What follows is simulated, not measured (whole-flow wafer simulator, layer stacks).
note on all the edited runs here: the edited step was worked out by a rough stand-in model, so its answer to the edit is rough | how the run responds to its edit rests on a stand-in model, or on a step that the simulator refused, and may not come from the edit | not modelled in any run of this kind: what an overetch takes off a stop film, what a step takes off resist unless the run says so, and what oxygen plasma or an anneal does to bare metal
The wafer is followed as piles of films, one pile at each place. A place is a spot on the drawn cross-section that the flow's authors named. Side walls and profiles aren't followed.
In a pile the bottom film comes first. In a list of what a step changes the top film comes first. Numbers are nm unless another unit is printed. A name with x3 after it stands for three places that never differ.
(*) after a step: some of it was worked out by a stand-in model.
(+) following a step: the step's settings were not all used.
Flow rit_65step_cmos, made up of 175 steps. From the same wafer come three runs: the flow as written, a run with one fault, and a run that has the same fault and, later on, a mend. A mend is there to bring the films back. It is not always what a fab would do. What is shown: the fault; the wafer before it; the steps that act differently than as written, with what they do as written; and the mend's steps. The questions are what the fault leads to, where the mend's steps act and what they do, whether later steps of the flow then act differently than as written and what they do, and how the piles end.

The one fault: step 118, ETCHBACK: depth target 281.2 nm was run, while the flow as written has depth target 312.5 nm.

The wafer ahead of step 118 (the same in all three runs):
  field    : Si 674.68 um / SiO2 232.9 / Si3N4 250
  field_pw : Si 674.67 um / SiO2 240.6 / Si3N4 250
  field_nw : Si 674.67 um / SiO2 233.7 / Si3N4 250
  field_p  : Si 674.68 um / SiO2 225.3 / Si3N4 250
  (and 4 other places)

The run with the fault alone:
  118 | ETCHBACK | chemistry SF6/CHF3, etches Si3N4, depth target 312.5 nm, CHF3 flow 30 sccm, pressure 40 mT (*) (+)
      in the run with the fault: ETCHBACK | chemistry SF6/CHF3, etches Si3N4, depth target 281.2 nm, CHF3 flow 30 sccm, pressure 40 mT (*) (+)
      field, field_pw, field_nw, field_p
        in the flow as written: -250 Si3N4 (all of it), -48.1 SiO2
        in the run with the fault: -250 Si3N4 (all of it), -24 SiO2
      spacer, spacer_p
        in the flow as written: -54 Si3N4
        in the run with the fault: -22.7 Si3N4
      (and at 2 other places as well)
  Steps later in the flow that act otherwise than as written (4 more steps, not shown, differ only slightly: by at most 2% or 0.5 nm, whichever is larger):
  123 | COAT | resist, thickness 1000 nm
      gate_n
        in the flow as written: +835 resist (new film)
        in the run with the fault: +793.5 resist (new film)
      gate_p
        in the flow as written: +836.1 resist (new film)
        in the run with the fault: +794.6 resist (new film)
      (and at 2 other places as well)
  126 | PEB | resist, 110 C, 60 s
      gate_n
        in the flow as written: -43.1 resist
        in the run with the fault: -40.8 resist
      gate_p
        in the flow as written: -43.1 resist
        in the run with the fault: -40.9 resist
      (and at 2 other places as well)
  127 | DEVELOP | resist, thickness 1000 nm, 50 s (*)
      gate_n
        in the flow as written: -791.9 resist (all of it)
        in the run with the fault: -752.7 resist (all of it)
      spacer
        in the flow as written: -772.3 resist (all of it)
        in the run with the fault: -750.2 resist (all of it)
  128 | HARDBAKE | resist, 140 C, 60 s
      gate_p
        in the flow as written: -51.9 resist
        in the run with the fault: -48.9 resist
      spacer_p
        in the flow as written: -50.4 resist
        in the run with the fault: -48.7 resist
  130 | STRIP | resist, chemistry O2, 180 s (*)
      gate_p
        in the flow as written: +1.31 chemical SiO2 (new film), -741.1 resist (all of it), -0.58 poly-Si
        in the run with the fault: +1.31 chemical SiO2 (new film), -704.8 resist (all of it), -0.58 poly-Si
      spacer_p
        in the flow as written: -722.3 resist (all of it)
        in the run with the fault: -701.9 resist (all of it)
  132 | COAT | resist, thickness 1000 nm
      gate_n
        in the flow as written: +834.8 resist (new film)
        in the run with the fault: +793.4 resist (new film)
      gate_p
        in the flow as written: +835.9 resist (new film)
        in the run with the fault: +794.5 resist (new film)
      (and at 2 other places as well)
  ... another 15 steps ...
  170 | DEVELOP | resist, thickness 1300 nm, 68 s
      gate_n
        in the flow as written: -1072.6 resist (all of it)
        in the run with the fault: -1043.9 resist (all of it)
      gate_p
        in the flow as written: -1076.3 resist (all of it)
        in the run with the fault: -1048.1 resist (all of it)
  The piles end different from the flow's at field, field_pw, field_nw, field_p, gate_n, gate_p, spacer, spacer_p by more than 2% or 0.5 nm, whichever is larger.
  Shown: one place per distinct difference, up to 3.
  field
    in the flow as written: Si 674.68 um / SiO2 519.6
    in the run with the fault: Si 674.68 um / SiO2 543.7
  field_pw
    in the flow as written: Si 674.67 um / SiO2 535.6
    in the run with the fault: Si 674.67 um / SiO2 559.7
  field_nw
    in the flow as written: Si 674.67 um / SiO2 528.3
    in the run with the fault: Si 674.67 um / SiO2 552.8

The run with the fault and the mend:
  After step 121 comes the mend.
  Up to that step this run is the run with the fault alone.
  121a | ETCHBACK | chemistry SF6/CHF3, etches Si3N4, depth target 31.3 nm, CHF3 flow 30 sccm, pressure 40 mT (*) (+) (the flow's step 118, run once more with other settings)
      field, field_pw, field_nw, field_p
        -24.1 SiO2
      gate_n, gate_p
        -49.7 poly-Si
      spacer, spacer_p
        -31.3 Si3N4
  None of the later steps of the flow differs from how it acts as written, at any place that is followed, by more than 2% or 0.5 nm, whichever is larger.
  At every place that both follow, the piles at the end match the flow's.
